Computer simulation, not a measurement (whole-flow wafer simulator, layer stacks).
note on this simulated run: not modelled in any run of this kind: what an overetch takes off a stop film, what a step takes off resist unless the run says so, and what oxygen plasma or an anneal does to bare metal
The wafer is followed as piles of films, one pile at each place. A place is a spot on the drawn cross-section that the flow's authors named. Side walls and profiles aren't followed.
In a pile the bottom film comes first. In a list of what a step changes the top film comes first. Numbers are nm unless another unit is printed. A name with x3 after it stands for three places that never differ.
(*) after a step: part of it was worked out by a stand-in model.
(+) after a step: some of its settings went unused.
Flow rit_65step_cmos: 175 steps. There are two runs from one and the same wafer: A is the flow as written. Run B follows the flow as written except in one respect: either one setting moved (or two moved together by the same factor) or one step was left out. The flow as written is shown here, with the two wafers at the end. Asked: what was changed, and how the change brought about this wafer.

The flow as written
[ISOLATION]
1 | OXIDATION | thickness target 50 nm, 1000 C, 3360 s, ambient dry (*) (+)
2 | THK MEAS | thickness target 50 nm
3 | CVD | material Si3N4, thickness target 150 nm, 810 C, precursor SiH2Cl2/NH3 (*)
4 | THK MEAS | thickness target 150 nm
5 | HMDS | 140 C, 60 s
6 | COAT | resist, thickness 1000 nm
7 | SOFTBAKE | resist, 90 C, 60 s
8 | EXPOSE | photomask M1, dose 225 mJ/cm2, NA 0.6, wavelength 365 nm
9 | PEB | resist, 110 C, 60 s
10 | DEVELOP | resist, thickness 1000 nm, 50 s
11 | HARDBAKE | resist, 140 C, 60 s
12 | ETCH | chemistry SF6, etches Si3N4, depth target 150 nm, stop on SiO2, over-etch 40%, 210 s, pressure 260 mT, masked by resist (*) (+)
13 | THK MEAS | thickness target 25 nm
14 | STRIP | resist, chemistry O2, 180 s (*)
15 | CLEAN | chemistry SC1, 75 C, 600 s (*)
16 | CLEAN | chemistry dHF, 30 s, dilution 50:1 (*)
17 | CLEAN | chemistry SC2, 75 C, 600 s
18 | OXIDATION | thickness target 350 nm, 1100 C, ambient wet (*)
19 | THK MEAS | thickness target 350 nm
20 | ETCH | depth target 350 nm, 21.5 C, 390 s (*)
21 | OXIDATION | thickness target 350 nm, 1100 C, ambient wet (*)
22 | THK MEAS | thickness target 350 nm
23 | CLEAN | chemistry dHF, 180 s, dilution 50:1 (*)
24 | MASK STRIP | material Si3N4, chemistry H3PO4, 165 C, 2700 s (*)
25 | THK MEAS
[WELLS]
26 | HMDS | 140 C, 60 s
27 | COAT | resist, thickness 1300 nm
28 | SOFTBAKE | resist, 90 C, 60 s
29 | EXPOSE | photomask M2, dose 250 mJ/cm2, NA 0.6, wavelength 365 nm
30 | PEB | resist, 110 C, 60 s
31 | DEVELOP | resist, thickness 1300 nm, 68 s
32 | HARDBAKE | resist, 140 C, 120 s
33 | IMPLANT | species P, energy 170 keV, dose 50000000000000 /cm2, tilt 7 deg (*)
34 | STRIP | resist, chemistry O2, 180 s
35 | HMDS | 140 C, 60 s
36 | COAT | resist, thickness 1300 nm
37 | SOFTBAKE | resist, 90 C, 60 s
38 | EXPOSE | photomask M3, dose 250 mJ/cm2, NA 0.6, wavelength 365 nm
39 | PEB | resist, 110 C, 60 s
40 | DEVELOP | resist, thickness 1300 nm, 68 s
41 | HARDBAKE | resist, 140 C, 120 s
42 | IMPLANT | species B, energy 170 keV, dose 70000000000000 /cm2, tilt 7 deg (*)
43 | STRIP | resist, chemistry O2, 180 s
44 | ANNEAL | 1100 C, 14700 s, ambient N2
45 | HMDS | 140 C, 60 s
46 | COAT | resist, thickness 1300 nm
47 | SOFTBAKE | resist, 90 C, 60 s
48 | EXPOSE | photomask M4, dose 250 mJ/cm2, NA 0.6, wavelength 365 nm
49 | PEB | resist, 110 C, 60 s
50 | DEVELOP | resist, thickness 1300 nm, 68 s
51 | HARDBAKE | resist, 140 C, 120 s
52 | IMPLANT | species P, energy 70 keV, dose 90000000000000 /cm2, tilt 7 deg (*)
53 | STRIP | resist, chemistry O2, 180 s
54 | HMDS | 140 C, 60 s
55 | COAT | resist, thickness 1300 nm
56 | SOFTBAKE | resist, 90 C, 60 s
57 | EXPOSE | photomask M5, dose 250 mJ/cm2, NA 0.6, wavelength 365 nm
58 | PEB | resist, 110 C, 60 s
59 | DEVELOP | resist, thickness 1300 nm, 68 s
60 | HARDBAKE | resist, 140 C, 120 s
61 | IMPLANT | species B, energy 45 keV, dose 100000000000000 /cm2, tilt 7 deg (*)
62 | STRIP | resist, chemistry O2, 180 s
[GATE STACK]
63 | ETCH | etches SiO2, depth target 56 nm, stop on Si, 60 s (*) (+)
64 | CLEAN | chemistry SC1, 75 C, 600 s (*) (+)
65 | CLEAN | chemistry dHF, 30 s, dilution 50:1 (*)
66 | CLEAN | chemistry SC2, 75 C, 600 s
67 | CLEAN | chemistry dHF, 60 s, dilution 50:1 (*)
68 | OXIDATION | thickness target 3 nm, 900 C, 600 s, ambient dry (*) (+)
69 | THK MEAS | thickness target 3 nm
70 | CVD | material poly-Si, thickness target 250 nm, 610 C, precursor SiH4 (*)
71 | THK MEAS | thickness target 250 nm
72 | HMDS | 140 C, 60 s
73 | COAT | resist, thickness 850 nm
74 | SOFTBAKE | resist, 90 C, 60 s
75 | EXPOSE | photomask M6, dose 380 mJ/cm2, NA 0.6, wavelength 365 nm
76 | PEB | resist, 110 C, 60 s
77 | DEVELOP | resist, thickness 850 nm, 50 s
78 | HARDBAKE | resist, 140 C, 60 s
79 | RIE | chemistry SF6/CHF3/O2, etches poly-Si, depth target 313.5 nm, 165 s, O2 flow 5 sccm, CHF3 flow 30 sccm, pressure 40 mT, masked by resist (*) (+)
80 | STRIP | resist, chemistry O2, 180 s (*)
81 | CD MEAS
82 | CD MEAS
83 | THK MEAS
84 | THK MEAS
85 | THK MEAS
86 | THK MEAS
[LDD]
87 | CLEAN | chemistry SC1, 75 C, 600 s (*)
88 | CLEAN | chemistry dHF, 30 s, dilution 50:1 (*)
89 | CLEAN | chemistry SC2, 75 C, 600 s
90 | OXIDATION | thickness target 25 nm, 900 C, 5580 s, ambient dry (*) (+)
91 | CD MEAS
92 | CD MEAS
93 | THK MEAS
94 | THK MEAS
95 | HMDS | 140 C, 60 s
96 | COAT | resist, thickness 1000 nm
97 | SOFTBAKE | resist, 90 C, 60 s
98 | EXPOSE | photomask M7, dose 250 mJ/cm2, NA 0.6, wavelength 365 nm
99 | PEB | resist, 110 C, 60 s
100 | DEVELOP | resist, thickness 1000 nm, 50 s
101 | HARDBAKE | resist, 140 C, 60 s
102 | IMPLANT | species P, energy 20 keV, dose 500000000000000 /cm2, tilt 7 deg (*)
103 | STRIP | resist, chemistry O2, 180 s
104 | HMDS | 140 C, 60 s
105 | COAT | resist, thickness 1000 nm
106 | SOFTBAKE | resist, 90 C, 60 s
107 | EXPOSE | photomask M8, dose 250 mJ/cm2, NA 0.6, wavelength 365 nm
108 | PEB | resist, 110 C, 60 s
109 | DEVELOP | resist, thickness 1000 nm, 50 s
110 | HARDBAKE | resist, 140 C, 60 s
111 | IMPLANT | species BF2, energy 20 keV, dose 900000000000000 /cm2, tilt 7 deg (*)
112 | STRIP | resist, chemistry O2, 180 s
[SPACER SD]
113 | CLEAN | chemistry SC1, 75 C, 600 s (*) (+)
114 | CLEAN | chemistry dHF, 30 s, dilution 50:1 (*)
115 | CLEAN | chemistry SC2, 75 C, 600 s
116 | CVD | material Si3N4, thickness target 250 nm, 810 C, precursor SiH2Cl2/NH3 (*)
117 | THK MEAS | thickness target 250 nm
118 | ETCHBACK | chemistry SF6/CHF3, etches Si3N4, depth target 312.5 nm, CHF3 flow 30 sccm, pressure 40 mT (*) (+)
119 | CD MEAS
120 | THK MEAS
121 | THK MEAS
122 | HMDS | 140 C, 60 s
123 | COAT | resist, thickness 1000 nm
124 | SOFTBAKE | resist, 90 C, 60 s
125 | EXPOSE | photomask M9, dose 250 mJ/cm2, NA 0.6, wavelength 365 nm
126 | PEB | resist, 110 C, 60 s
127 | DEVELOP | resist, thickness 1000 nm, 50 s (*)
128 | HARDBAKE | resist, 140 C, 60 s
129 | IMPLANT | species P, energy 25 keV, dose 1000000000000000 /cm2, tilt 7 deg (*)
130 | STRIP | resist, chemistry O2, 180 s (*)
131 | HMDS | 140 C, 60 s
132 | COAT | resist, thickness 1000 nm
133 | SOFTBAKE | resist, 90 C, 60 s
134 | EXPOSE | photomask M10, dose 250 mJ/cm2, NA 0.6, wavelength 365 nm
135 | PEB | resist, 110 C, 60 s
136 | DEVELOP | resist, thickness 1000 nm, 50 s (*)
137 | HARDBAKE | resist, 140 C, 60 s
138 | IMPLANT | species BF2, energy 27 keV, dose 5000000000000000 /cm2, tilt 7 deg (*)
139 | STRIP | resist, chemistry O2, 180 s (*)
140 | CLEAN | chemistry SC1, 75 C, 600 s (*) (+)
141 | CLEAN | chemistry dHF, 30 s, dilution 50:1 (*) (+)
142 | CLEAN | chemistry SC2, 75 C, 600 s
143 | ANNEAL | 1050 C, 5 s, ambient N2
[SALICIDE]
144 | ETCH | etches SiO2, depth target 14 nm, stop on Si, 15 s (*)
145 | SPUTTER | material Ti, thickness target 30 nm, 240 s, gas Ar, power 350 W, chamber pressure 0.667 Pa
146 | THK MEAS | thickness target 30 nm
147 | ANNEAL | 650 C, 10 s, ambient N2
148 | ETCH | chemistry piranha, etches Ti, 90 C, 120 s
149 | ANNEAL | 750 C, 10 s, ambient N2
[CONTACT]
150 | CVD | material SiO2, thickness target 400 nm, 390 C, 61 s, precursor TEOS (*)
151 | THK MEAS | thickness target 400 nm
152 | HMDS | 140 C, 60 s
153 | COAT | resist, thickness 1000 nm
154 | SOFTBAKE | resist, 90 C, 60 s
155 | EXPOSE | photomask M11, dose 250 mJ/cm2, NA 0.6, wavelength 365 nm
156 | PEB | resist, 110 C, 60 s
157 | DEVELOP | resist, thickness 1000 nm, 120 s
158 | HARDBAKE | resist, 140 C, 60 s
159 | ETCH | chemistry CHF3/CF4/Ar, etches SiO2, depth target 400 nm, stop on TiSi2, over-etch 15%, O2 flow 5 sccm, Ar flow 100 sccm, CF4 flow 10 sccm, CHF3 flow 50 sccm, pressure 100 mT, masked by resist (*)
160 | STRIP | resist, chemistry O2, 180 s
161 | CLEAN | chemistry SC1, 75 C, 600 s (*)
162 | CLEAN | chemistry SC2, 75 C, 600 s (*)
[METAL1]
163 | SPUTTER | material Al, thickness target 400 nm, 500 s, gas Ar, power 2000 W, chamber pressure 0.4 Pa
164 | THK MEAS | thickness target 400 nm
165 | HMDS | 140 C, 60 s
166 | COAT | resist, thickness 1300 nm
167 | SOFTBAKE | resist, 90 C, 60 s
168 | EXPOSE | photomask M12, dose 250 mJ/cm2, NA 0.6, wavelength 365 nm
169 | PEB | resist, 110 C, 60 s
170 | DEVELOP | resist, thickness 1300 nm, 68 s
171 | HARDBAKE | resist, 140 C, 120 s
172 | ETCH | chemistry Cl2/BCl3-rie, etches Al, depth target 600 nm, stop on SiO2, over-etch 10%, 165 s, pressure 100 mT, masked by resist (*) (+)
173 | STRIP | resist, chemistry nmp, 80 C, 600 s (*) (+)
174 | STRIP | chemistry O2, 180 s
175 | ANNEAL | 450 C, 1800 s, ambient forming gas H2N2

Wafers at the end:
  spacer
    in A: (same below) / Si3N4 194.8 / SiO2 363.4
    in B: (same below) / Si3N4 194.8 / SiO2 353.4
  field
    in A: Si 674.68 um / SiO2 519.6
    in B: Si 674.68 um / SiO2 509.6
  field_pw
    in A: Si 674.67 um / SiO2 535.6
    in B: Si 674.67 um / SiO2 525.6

The reason: step 163, SPUTTER: power 1600 W was run, while the flow as written has power 2000 W.

Step by step, how the change led to this:
  163 | SPUTTER | material Al, thickness target 400 nm, 500 s, gas Ar, power 2000 W, chamber pressure 0.4 Pa
      field, field_p, spacer, spacer_p: A Al gains 400 (new film) | B Al gains 320 (new film)
      gate_n, gate_p: A Al gains 396 (new film) | B Al gains 320 (new film)
      (also at 2 further places)
  172 | ETCH | chemistry Cl2/BCl3-rie, etches Al, depth target 600 nm, stop on SiO2, over-etch 10%, 165 s, pressure 100 mT, masked by resist (*) (+)
      field, field_p, spacer, spacer_p: A Al loses 400 (all of it), SiO2 loses 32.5 | B Al loses 320 (all of it), SiO2 loses 42.5
      gate_n, gate_p: A Al loses 396 (all of it), SiO2 loses 33 | B Al loses 320 (all of it), SiO2 loses 42.5
      (also at 2 further places)
